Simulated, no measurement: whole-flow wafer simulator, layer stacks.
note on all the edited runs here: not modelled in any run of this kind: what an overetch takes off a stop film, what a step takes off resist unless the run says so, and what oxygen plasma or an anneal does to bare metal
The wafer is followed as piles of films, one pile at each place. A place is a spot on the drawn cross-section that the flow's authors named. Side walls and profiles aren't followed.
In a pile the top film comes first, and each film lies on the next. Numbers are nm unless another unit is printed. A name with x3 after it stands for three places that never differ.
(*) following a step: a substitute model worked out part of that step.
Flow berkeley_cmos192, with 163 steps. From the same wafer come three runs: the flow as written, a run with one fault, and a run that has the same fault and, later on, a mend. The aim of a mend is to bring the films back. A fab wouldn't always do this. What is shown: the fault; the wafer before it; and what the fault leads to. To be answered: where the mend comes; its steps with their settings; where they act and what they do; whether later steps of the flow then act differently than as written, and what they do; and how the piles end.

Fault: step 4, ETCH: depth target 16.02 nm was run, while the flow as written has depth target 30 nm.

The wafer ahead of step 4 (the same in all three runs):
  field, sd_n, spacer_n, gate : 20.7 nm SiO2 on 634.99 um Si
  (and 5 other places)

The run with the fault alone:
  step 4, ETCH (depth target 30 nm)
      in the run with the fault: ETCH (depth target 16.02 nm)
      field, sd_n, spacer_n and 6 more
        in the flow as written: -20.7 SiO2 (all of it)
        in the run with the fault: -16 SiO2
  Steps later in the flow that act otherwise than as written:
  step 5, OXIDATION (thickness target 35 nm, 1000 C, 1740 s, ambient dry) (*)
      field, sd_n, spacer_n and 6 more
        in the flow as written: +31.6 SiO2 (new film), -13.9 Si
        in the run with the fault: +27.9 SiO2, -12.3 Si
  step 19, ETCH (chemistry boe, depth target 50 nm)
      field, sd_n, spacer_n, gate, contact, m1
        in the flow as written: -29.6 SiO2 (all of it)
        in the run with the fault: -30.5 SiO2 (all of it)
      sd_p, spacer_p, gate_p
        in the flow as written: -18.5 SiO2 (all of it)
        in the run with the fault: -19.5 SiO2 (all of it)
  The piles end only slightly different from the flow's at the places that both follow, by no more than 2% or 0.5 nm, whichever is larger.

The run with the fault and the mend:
  The mend stands after step 4.
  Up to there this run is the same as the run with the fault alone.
  step 4a, ETCH (depth target 13.98 nm) (the flow's step 4, run once more with other settings)
      field, sd_n, spacer_n and 6 more
        -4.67 SiO2 (all of it)
  Every later step of the flow that is run acts as written at every place that is followed.
  At every place that both follow, the piles at the end match the flow's.
